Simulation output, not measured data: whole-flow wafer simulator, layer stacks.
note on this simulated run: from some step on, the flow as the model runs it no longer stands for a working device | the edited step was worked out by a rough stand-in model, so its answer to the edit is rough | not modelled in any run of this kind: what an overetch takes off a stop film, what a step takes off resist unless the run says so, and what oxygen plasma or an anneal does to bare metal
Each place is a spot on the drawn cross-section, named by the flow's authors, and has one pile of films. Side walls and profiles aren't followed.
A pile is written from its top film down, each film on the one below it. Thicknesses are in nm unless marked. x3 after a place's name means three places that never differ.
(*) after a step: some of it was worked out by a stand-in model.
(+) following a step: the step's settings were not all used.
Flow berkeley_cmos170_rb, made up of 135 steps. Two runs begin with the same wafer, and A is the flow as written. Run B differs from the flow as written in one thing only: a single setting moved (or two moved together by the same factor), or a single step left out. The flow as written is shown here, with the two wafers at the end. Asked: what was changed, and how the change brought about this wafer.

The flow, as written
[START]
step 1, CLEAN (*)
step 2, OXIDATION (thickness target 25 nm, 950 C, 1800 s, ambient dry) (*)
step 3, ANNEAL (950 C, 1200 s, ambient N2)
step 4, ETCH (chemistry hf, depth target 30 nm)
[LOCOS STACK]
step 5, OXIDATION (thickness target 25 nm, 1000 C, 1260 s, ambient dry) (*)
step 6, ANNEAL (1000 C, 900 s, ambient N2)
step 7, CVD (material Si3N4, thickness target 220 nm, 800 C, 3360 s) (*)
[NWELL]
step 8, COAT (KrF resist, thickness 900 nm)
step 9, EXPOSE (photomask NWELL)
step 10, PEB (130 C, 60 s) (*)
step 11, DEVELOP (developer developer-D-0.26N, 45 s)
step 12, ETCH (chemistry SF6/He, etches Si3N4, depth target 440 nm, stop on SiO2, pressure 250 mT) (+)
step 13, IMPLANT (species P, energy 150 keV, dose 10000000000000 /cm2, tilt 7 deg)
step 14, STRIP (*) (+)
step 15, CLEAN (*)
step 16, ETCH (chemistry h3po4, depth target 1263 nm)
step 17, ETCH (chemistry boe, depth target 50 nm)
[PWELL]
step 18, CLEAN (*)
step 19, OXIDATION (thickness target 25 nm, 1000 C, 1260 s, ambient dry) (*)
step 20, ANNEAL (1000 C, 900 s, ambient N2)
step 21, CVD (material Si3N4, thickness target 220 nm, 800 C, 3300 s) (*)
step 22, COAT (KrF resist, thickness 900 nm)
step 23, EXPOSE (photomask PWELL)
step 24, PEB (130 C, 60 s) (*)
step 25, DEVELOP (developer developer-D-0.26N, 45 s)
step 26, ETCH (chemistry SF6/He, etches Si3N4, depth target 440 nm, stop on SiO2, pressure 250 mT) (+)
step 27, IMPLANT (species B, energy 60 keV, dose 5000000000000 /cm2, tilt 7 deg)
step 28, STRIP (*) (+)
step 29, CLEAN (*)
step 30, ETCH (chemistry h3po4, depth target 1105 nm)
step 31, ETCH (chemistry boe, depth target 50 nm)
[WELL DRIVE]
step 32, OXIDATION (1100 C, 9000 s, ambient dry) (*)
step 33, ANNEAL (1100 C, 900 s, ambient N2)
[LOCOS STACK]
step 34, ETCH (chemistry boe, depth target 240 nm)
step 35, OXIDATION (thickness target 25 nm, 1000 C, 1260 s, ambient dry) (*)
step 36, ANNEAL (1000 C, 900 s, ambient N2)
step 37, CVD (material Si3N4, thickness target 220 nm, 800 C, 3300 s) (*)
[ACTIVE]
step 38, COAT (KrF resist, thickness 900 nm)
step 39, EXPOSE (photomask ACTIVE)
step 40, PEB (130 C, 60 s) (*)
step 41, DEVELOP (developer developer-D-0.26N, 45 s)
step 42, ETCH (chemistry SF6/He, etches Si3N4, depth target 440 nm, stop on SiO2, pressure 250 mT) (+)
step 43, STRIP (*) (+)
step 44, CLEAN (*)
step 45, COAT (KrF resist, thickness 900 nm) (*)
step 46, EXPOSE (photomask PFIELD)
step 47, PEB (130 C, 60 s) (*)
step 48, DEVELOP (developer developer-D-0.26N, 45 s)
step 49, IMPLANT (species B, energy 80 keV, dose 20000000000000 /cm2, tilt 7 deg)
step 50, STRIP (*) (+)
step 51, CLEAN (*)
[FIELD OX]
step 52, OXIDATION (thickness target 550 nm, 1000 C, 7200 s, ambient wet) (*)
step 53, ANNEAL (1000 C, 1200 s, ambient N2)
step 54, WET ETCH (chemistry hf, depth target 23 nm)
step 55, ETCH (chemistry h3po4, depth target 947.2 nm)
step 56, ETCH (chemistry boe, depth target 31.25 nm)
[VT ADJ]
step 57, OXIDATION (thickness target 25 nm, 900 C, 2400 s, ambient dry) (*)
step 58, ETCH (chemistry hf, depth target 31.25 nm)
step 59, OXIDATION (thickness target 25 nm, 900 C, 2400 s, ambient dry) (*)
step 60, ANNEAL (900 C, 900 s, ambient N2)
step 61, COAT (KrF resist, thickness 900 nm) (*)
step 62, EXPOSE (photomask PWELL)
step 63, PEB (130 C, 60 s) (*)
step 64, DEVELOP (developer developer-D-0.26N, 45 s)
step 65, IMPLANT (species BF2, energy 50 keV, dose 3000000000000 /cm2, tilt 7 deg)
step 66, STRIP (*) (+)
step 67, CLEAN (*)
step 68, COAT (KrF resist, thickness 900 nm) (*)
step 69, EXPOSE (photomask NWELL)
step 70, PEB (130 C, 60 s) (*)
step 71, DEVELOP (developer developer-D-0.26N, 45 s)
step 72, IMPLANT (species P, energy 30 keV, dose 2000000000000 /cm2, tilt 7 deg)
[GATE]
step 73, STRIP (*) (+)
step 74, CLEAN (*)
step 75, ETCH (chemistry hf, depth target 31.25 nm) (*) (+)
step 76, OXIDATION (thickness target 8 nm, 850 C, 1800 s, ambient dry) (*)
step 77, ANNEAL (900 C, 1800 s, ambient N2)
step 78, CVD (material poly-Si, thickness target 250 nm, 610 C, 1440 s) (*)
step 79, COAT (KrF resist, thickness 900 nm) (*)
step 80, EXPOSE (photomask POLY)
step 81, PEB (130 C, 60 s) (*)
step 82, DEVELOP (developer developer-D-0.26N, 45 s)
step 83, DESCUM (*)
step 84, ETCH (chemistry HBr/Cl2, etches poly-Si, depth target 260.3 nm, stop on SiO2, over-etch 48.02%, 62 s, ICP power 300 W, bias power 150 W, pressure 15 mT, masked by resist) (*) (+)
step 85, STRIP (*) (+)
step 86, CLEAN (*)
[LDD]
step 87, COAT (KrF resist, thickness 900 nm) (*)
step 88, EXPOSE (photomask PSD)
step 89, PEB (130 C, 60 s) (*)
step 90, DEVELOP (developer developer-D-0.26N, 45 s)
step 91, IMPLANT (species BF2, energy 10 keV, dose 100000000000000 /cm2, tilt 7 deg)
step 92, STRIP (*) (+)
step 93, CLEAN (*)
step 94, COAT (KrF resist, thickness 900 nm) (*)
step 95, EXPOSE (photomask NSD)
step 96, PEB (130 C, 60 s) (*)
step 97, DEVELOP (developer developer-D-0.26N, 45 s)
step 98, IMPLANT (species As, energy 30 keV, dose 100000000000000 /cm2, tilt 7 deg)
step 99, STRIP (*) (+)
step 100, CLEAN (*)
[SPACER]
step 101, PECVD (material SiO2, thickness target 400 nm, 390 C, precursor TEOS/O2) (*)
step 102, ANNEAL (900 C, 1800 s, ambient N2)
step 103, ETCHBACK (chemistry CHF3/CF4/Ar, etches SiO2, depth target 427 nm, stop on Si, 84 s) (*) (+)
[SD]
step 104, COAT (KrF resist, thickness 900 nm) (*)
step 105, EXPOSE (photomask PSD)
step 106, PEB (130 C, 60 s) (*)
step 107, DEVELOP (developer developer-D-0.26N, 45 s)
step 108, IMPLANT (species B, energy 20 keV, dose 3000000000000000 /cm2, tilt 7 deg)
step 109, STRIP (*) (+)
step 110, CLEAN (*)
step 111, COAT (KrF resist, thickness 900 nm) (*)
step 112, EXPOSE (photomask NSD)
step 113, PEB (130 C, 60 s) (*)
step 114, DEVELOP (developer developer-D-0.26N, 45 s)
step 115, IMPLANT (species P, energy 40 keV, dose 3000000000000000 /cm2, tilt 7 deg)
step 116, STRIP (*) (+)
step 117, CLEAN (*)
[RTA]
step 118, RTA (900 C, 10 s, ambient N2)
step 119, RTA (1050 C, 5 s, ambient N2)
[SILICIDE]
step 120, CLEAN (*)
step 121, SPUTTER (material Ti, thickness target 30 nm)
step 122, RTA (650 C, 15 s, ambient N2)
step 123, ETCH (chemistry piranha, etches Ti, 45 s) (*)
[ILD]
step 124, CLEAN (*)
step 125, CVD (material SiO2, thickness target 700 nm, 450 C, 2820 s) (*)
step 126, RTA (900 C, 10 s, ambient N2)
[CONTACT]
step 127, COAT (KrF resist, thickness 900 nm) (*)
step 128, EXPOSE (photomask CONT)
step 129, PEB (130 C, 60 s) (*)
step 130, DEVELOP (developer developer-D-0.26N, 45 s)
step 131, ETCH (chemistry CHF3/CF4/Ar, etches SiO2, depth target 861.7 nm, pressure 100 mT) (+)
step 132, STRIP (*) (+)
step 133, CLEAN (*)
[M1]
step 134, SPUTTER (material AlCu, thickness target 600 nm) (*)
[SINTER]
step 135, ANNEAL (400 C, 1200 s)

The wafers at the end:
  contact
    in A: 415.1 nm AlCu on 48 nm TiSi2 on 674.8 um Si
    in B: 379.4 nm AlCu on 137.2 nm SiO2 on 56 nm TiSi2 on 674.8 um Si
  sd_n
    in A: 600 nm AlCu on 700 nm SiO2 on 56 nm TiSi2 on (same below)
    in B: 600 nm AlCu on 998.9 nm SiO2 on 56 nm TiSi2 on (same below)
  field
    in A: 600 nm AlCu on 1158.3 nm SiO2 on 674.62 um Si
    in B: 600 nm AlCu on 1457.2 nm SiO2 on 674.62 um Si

Cause: step 125, CVD: thickness target 998.9 nm was run, while the flow as written has thickness target 700 nm; step 125, CVD: 4024 s was run, where the flow has 2820 s.
The wafer lets one read it off: sd_n has SiO2 998.9, and step 125 as written asks for 700 nm.

The path from the change to this, step by step:
  step 125, CVD (material SiO2, thickness target 700 nm, 450 C, 2820 s) (*)
      sd_n, gate, sd_p, gate_p, contact, m1: A +700 SiO2 (new film) | B +998.9 SiO2 (new film)
      field, spacer_n, spacer_p: A +700 SiO2 | B +998.9 SiO2
  step 131, ETCH (chemistry CHF3/CF4/Ar, etches SiO2, depth target 861.7 nm, pressure 100 mT) (+)
      contact: A -700 SiO2 (all of it), -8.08 TiSi2 | B -861.7 SiO2
  step 134, SPUTTER (material AlCu, thickness target 600 nm) (*)
      contact: A +415.1 AlCu (new film) | B +379.4 AlCu (new film)
